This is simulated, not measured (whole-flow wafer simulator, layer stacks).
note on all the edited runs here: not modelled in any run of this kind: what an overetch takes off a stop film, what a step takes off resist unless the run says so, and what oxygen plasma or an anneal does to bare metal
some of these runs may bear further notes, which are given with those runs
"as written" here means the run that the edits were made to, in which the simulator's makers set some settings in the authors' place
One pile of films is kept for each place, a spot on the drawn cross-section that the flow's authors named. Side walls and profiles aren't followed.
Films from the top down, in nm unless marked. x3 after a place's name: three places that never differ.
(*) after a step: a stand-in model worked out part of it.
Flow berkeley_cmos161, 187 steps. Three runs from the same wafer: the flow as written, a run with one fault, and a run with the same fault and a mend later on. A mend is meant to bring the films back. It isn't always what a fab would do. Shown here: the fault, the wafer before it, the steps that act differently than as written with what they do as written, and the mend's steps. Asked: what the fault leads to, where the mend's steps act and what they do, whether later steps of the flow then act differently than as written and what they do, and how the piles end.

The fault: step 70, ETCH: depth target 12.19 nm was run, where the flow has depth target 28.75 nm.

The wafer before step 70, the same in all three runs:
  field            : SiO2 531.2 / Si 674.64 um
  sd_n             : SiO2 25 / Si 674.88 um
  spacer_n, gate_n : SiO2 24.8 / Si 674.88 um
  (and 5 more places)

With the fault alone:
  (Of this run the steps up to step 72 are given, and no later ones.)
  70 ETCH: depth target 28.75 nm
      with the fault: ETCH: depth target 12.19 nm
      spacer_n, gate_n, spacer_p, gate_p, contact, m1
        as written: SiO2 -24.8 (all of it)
        with the fault: SiO2 -12.2
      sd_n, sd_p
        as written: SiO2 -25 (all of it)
        with the fault: SiO2 -12.2
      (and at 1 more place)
  Later steps of the flow that act differently than as written:
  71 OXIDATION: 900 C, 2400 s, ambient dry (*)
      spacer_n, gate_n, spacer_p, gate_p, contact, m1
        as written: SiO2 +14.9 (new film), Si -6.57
        with the fault: SiO2 +11.4, Si -5.03
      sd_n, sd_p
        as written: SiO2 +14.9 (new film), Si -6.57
        with the fault: SiO2 +11.4, Si -5.01
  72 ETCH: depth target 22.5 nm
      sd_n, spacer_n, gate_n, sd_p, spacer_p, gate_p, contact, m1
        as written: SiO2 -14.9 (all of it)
        with the fault: SiO2 -22.5
  After step 72 the piles differ from the flow's by more than 2% or 0.5 nm, whichever is larger, at field, sd_n, spacer_n and 6 more.
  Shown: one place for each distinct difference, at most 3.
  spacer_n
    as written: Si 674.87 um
    with the fault: SiO2 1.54 / Si 674.87 um
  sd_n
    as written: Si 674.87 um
    with the fault: SiO2 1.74 / Si 674.87 um
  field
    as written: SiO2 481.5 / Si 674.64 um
    with the fault: SiO2 498 / Si 674.64 um

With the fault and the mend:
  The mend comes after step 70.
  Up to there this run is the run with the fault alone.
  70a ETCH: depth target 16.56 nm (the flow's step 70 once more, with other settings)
      spacer_n, gate_n, spacer_p, gate_p, contact, m1
        SiO2 -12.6 (all of it)
      sd_n, sd_p
        SiO2 -12.9 (all of it)
      field
        SiO2 -16.6
  No later step of the flow acts differently than as written at any place that is followed.
  At the end the piles are the same as the flow's at every place that both follow.
